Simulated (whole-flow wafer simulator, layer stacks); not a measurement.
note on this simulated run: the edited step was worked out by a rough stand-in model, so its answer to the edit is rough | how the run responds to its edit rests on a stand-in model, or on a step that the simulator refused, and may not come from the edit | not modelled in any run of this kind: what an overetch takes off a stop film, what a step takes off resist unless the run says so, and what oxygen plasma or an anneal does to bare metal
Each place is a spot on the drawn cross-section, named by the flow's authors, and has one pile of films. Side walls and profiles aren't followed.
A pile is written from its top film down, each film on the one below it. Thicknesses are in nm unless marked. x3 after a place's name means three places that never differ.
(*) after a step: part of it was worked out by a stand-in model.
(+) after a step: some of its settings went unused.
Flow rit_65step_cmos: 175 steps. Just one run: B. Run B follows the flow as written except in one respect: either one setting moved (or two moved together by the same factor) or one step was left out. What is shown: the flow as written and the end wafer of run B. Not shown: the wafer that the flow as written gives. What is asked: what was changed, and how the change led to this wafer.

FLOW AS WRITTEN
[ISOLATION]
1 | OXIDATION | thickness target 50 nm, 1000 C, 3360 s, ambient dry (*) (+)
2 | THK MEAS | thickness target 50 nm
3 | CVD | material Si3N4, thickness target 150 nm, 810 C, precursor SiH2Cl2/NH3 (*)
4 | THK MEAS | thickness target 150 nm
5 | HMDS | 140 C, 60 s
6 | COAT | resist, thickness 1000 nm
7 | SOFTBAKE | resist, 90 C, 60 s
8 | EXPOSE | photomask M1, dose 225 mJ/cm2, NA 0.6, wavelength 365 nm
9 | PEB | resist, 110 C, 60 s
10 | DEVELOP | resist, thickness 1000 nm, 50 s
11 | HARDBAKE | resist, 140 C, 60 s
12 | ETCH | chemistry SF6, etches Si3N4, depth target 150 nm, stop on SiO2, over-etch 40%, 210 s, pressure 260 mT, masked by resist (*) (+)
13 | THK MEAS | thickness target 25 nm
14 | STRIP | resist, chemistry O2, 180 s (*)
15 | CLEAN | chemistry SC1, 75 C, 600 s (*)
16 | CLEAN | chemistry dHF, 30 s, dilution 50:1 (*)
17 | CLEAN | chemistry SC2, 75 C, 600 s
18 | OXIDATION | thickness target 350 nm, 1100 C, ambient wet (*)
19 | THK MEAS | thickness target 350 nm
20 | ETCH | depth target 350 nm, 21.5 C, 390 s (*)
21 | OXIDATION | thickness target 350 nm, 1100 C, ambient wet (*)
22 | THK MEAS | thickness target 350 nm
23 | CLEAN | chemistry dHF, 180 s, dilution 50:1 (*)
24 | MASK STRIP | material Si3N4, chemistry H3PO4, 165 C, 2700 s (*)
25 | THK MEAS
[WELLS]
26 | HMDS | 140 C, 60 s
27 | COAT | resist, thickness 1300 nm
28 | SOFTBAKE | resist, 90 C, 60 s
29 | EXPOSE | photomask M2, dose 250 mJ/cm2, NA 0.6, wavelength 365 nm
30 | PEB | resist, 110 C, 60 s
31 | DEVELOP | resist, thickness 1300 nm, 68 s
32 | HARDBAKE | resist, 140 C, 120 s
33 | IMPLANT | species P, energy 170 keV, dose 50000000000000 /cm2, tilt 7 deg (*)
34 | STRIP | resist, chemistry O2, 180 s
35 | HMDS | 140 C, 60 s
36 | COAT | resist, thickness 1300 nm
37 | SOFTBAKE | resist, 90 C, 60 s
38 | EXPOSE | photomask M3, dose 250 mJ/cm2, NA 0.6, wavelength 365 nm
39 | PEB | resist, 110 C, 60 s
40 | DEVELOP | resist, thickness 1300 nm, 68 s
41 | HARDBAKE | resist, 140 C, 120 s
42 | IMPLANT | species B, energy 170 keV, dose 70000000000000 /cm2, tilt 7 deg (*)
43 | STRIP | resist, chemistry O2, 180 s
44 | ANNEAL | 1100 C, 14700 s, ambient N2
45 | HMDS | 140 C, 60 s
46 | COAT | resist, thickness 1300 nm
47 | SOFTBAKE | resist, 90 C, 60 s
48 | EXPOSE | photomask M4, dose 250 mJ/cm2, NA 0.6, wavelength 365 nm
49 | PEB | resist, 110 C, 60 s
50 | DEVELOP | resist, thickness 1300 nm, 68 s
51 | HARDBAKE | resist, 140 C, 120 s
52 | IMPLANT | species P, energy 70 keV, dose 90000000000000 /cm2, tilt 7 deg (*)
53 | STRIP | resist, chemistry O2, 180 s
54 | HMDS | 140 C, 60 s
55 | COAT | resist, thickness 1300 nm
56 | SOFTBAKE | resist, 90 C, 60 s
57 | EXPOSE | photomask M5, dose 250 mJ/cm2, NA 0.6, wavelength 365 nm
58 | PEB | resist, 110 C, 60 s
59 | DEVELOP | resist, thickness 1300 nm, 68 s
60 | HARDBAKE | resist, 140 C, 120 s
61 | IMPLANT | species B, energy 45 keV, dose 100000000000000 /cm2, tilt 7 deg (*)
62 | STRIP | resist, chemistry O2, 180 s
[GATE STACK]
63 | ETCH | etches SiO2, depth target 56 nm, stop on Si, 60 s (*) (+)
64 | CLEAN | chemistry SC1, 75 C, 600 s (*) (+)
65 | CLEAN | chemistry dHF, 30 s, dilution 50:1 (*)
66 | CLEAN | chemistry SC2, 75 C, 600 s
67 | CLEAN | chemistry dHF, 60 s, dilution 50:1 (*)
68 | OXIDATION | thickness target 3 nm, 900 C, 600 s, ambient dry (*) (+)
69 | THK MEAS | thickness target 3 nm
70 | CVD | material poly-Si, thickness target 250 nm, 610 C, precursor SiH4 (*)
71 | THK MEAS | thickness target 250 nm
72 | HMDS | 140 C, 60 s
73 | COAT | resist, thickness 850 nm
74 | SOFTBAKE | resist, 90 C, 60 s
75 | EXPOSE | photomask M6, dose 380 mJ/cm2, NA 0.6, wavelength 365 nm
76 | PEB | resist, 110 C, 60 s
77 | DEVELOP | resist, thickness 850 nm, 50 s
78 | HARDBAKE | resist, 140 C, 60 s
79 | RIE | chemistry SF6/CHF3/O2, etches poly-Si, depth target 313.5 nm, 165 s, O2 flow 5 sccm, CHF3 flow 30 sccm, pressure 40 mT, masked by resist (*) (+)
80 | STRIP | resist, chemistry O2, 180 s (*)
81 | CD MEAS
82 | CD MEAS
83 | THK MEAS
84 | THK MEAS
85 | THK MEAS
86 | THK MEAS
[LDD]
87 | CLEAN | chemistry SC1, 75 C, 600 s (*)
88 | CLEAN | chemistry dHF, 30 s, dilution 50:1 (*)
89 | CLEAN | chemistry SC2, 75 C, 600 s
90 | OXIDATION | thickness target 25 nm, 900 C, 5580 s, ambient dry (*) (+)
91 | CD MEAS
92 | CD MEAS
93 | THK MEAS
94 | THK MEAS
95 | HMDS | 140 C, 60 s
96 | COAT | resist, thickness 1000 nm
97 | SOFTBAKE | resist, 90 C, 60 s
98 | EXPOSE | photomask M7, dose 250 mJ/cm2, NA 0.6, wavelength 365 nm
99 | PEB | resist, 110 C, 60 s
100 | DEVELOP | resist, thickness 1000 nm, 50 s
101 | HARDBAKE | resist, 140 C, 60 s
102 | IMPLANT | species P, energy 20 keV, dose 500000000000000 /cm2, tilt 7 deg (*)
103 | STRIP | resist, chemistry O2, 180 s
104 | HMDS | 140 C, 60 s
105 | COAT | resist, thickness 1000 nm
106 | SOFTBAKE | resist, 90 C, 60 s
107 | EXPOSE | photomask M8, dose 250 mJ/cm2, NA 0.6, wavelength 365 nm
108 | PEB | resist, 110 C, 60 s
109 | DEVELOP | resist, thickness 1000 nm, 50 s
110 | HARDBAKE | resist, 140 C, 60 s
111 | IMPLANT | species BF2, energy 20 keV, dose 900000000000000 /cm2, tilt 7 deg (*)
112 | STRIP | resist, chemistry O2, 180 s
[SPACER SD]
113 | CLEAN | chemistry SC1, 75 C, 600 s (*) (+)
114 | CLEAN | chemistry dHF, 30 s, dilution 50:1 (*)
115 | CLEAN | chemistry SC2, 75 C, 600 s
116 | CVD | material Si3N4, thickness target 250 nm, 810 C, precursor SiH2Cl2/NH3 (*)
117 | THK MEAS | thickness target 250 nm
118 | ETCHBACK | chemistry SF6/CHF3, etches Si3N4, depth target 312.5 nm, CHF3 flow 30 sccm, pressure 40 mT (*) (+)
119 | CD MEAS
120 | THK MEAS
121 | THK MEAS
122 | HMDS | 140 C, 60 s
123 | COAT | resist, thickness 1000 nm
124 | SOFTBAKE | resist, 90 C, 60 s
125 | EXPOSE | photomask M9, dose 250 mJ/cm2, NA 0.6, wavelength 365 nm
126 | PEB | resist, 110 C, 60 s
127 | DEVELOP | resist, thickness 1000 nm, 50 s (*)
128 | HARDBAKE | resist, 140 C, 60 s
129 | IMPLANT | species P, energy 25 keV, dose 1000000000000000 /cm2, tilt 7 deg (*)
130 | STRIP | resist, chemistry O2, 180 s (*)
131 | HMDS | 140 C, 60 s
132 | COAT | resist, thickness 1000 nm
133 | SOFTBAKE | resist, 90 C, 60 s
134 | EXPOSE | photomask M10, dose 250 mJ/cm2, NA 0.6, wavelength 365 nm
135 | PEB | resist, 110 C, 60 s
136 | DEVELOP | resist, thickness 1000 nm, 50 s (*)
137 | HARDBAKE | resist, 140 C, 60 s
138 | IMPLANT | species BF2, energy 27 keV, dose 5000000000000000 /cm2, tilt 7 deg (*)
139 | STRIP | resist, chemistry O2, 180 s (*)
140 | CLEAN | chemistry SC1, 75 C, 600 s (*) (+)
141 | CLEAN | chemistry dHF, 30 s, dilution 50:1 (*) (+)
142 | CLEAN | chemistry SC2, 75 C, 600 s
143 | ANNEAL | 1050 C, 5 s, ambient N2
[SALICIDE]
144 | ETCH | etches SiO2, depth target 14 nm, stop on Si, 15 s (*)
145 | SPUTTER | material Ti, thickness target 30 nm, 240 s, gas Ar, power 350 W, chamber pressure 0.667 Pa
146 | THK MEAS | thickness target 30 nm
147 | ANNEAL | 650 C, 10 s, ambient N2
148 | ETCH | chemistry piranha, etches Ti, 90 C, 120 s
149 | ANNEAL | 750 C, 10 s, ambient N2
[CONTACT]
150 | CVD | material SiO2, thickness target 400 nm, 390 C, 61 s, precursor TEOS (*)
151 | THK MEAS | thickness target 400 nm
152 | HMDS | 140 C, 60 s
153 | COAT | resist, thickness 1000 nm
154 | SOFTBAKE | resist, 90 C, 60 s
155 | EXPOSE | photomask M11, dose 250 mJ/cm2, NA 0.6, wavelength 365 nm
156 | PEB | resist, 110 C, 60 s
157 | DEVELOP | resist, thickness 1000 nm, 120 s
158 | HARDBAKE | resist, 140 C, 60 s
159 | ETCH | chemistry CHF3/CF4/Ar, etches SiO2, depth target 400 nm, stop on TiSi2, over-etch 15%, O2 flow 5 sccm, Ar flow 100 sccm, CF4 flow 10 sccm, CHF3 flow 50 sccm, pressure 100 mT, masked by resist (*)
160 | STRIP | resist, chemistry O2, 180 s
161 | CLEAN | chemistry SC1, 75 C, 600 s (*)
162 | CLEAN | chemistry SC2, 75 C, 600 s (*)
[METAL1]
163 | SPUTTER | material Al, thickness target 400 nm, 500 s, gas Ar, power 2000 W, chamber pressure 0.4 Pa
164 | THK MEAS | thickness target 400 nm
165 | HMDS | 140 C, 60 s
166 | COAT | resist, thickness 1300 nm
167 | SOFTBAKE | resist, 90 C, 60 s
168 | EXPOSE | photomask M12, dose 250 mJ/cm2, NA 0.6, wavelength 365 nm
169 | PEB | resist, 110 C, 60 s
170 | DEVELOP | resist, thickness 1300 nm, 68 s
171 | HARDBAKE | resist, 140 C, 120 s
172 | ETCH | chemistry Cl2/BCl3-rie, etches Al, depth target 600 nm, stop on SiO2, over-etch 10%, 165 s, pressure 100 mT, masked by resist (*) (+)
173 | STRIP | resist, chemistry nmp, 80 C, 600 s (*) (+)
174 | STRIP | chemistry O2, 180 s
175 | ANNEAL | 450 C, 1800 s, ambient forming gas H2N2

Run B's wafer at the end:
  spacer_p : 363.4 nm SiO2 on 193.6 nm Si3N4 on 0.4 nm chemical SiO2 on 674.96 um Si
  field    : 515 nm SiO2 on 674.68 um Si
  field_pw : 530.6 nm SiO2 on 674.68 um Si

Cause: step 90, OXIDATION: 832 C was run, while the flow as written has 900 C.

The path from the change to this, step by step:
  90 | OXIDATION | thickness target 25 nm, 900 C, 5580 s, ambient dry (*) (+)
      active_n, active_p, spacer, spacer_p, sd_n, sd_p, contact, m1: SiO2 gains 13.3 (new film), chemical SiO2 loses 0.4 (all of it), Si loses 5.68 (as written it would have been: SiO2 gains 26.5 (new film), chemical SiO2 loses 0.4 (all of it), Si loses 11.5)
      field, field_pw: SiO2 gains 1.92, Si loses 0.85 (as written it would have been: SiO2 gains 6.57, Si loses 2.89)
      (as well as at 4 more places)
  114 | CLEAN | chemistry dHF, 30 s, dilution 50:1 (*)
      active_p, spacer_p, sd_p: SiO2 loses 11.3 (all of it) (as written it would have been: SiO2 loses 11.1)
      gate_p: SiO2 loses 10.9 (all of it) (as written it would have been: SiO2 loses 11.1)
  118 | ETCHBACK | chemistry SF6/CHF3, etches Si3N4, depth target 312.5 nm, CHF3 flow 30 sccm, pressure 40 mT (*) (+)
      gate_p: Si3N4 loses 250 (all of it), chemical SiO2 loses 0.4 (all of it), poly-Si loses 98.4 (as written it would have been: Si3N4 loses 250 (all of it), SiO2 loses 15.7 (all of it), poly-Si loses 66.7)
      gate_n: Si3N4 loses 250 (all of it), SiO2 loses 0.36 (all of it), poly-Si loses 98.5 (as written it would have been: Si3N4 loses 250 (all of it), SiO2 loses 16.3 (all of it), poly-Si loses 65.5)
      (as well as at 2 more places)
  123 | COAT | resist, thickness 1000 nm
      gate_n: resist gains 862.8 (new film) (as written it would have been: resist gains 835 (new film))
      gate_p: resist gains 862.8 (new film) (as written it would have been: resist gains 836.1 (new film))
  126 | PEB | resist, 110 C, 60 s
      gate_n, gate_p: resist loses 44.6 (as written it would have been: resist loses 43.1)
  127 | DEVELOP | resist, thickness 1000 nm, 50 s (*)
      gate_n: resist loses 818.2 (all of it) (as written it would have been: resist loses 791.9 (all of it))
  128 | HARDBAKE | resist, 140 C, 60 s
      gate_p: resist loses 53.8 (as written it would have been: resist loses 51.9)
  130 | STRIP | resist, chemistry O2, 180 s (*)
      gate_p: chemical SiO2 gains 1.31 (new film), resist loses 764.5 (all of it), poly-Si loses 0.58 (as written it would have been: chemical SiO2 gains 1.31 (new film), resist loses 741.1 (all of it), poly-Si loses 0.58)
  132 | COAT | resist, thickness 1000 nm
      gate_n: resist gains 862.6 (new film) (as written it would have been: resist gains 834.8 (new film))
      gate_p: resist gains 862.6 (new film) (as written it would have been: resist gains 835.9 (new film))
  135 | PEB | resist, 110 C, 60 s
      gate_n, gate_p: resist loses 44.5 (as written it would have been: resist loses 43.1)
  136 | DEVELOP | resist, thickness 1000 nm, 50 s (*)
      gate_p: resist loses 818.1 (all of it) (as written it would have been: resist loses 792.8 (all of it))
  137 | HARDBAKE | resist, 140 C, 60 s
      gate_n: resist loses 53.8 (as written it would have been: resist loses 51.8)
  139 | STRIP | resist, chemistry O2, 180 s (*)
      gate_n: resist loses 764.3 (all of it), chemical SiO2 gains 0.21, poly-Si loses 0.09 (as written it would have been: resist loses 740 (all of it), chemical SiO2 gains 0.21, poly-Si loses 0.09)
  145 | SPUTTER | material Ti, thickness target 30 nm, 240 s, gas Ar, power 350 W, chamber pressure 0.667 Pa
      gate_n: Ti gains 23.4 (new film) (as written it would have been: Ti gains 27.3 (new film))
      gate_p: Ti gains 23.4 (new film) (as written it would have been: Ti gains 27.2 (new film))
  147 | ANNEAL | 650 C, 10 s, ambient N2
      gate_n: Ti loses 18.3, TiSi first gains 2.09 (new film), TiSi2 C49 gains 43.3 (new film), poly-Si loses 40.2 (as written it would have been: Ti loses 21.3, TiSi first gains 9.82 (new film), TiSi2 C49 gains 39.5 (new film), poly-Si loses 41.9)
      gate_p: Ti loses 18.3, TiSi first gains 2.1 (new film), TiSi2 C49 gains 43.3 (new film), poly-Si loses 40.2 (as written it would have been: Ti loses 21.2, TiSi first gains 9.56 (new film), TiSi2 C49 gains 39.6 (new film), poly-Si loses 41.9)
  148 | ETCH | chemistry piranha, etches Ti, 90 C, 120 s
      gate_n: Ti loses 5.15 (all of it), TiSi first loses 0.1 (as written it would have been: Ti loses 6 (all of it), TiSi first loses 0.1)
      gate_p: Ti loses 5.15 (all of it), TiSi first loses 0.11 (as written it would have been: Ti loses 5.97 (all of it), TiSi first loses 0.1)
  ... 1 other step ...
  150 | CVD | material SiO2, thickness target 400 nm, 390 C, 61 s, precursor TEOS (*)
      gate_n: SiO2 gains 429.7 (new film) (as written it would have been: SiO2 gains 413.1 (new film))
      gate_p: SiO2 gains 429.7 (new film) (as written it would have been: SiO2 gains 413.7 (new film))
